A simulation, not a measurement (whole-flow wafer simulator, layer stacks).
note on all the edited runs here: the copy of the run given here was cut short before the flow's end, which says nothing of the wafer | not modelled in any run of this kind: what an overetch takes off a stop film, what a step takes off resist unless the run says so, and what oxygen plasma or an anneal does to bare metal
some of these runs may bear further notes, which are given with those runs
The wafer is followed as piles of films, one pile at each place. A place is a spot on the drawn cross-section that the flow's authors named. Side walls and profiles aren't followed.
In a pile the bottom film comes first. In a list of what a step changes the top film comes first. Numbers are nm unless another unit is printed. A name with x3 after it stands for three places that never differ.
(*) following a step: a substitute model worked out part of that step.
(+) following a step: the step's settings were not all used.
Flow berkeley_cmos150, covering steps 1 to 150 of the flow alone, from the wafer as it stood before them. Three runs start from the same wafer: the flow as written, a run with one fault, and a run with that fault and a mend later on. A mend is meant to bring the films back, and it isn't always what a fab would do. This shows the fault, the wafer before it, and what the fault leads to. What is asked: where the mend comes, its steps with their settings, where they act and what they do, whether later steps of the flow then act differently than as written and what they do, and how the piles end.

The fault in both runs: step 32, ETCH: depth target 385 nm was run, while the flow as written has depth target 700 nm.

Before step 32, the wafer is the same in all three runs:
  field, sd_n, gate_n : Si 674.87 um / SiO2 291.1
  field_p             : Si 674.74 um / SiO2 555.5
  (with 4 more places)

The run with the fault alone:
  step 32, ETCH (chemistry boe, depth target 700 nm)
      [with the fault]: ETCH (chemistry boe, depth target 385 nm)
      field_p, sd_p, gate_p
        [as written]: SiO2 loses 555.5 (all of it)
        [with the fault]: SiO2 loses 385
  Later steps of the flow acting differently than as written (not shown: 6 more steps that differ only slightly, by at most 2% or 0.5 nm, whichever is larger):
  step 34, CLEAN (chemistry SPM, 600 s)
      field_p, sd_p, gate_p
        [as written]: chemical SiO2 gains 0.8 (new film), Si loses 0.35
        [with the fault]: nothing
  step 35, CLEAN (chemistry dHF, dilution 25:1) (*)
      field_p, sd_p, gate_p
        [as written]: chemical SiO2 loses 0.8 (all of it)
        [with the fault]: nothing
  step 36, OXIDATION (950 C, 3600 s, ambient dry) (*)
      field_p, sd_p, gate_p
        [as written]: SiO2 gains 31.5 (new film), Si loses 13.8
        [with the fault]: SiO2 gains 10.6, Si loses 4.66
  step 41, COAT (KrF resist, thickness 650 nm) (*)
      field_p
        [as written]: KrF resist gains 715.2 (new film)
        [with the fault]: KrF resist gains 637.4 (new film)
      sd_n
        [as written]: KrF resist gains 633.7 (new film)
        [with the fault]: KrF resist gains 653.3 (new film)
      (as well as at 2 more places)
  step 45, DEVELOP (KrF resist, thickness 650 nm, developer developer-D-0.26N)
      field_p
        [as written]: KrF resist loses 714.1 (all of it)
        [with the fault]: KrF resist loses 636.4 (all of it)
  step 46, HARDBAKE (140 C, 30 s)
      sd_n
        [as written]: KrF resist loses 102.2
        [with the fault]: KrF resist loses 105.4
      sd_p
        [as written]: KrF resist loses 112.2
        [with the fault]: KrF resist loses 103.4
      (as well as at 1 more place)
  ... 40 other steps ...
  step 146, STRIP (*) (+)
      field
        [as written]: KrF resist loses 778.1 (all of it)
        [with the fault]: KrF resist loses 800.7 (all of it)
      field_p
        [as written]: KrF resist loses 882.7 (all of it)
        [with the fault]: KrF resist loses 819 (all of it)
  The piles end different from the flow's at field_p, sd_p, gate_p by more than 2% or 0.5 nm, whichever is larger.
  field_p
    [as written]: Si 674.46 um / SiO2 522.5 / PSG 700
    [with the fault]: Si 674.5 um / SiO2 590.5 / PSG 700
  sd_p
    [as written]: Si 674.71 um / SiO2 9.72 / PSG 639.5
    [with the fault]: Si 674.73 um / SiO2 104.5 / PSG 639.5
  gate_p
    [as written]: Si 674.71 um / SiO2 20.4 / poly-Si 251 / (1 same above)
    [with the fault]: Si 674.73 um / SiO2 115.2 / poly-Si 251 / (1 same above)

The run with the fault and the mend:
  After step 33 comes the mend.
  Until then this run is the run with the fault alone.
  step 33a, ETCH (chemistry boe, depth target 315 nm) (a further turn of the flow's step 32, with different settings)
      field_p, sd_p, gate_p
        SiO2 loses 170.5 (all of it)
  Every later step of the flow that is run acts as written at every place that is followed.
  At every place that both follow, the piles at the end match the flow's.
